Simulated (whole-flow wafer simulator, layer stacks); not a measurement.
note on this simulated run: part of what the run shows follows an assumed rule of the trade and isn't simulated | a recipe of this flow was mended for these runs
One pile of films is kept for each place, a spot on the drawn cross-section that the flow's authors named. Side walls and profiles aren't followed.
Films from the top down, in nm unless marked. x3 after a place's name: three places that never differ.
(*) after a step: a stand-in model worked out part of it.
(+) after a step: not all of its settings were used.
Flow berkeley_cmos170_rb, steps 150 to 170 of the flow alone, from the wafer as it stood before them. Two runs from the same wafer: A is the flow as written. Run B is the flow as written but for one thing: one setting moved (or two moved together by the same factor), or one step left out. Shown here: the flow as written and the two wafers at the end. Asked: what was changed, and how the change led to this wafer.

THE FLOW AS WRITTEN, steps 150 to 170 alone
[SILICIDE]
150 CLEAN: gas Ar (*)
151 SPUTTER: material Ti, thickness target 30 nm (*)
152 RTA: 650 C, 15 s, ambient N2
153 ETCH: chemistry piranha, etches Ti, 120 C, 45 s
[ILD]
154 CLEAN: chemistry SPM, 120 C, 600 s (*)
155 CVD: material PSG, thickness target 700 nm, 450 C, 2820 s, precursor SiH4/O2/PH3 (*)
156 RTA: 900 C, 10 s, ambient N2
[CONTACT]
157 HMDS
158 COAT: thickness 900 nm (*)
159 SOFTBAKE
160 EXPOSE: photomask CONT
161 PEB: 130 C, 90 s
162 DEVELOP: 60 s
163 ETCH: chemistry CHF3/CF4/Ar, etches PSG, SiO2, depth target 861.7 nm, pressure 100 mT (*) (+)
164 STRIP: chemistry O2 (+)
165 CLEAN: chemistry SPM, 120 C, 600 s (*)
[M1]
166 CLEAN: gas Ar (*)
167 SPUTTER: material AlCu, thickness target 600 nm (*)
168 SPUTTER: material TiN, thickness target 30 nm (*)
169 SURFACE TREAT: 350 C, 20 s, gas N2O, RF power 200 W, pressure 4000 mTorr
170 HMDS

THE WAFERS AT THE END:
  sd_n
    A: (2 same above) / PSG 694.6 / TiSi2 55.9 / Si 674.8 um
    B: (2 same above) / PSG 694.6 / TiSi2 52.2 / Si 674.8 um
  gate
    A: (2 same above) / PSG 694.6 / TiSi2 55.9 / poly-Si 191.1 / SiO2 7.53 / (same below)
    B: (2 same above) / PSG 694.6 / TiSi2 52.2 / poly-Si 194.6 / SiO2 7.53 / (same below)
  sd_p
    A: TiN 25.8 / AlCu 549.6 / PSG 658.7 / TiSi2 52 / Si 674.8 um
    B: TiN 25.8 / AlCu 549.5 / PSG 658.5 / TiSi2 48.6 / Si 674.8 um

The cause: step 151, SPUTTER: thickness target 28 nm was run, where the flow has thickness target 30 nm.

How the change led to this, step by step:
  151 SPUTTER: material Ti, thickness target 30 nm (*)
      field, sd_n, spacer_n, gate, spacer_p, gate_p, contact, m1: A Ti +30 (new film) | B Ti +28 (new film)
      sd_p: A Ti +27.9 (new film) | B Ti +26 (new film)
  152 RTA: 650 C, 15 s, ambient N2
      sd_p: A Ti -21.8, TiSi first +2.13 (new film), TiSi2 C49 +52.2 (new film), Si -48 | B Ti -20.3, TiSi2 C49 +51.7 (new film), Si -46.1
      sd_n, contact, m1: A Ti -23.4, TiSi first +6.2 (new film), TiSi2 C49 +50.3 (new film), Si -49 | B Ti -21.8, TiSi first +2.3 (new film), TiSi2 C49 +52.1 (new film), Si -48
      (and at 2 more places)
  153 ETCH: chemistry piranha, etches Ti, 120 C, 45 s
      field, spacer_n, spacer_p: A Ti -30 (all of it) | B Ti -28 (all of it)
  156 RTA: 900 C, 10 s, ambient N2
      sd_p: A under 1 film: TiSi2 +52 (new film), TiSi first -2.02 (all of it), TiSi2 C49 -52.2 (all of it), Si -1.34 | B under 1 film: TiSi2 +48.6 (new film), TiSi2 C49 -51.6 (all of it)
      sd_n, contact, m1: A under 1 film: TiSi2 +55.9 (new film), TiSi first -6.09 (all of it), TiSi2 C49 -50.3 (all of it), Si -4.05 | B under 1 film: TiSi2 +52.2 (new film), TiSi first -2.2 (all of it), TiSi2 C49 -52.1 (all of it), Si -1.46
      (and at 2 more places)
